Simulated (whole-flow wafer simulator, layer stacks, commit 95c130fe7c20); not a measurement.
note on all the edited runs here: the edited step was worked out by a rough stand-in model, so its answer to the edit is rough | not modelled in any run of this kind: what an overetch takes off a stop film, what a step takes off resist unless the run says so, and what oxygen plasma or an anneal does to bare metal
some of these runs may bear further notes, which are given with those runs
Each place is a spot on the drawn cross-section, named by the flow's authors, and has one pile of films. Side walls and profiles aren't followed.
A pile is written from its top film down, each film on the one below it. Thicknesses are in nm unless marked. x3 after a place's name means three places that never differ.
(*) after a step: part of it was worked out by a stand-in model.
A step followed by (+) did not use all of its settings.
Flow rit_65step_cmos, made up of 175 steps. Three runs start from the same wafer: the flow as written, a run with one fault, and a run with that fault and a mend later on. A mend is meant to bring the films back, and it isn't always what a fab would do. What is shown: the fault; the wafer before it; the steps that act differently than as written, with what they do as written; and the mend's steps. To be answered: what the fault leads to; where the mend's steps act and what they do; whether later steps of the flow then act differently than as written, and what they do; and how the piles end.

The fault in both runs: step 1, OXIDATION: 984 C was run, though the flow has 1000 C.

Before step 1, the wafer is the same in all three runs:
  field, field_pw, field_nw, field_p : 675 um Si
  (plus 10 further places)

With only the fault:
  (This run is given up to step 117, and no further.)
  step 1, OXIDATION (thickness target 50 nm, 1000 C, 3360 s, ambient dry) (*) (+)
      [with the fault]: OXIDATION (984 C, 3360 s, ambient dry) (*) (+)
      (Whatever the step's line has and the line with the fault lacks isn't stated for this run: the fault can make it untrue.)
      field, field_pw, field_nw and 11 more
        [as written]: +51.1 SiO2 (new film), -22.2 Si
        [with the fault]: +44.2 SiO2 (new film), -19.2 Si
  Steps further on in the flow that do not act as written (35 more steps, not shown, differ only slightly: by at most 2% or 0.5 nm, whichever is larger):
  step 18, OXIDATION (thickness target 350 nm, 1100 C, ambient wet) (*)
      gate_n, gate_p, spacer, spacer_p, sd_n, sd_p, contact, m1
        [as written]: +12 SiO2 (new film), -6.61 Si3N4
        [with the fault]: +12 SiO2 (new film), -6.61 Si3N4, +0.02 SiO2
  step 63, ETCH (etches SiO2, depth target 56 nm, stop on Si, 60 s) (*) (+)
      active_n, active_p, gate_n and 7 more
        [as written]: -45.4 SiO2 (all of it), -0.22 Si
        [with the fault]: -38.6 SiO2 (all of it), -0.36 Si
  The piles after step 117 are only slightly different from the flow's at the places that both follow, by no more than 2% or 0.5 nm, whichever is larger.

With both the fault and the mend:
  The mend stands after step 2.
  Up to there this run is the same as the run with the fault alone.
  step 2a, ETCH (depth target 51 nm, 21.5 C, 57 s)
      field, field_pw, field_nw and 11 more
        -44.2 SiO2 (all of it)
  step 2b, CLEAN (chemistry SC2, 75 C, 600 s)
      field, field_pw, field_nw and 11 more
        +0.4 chemical SiO2 (new film), -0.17 Si
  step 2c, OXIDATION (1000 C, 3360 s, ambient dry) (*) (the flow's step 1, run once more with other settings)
      field, field_pw, field_nw and 11 more
        +51 SiO2 (new film), -0.4 chemical SiO2 (all of it), -22.3 Si
  Steps further on in the flow that do not act as written (17 more steps, not shown, differ only slightly: by at most 2% or 0.5 nm, whichever is larger):
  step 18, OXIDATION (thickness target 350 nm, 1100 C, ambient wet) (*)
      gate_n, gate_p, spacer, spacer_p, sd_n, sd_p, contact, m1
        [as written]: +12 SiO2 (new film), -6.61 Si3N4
        [with the mend]: +12 SiO2 (new film), -6.61 Si3N4, +0.03 SiO2
  The piles end only slightly different from the flow's at the places that both follow, by no more than 2% or 0.5 nm, whichever is larger.
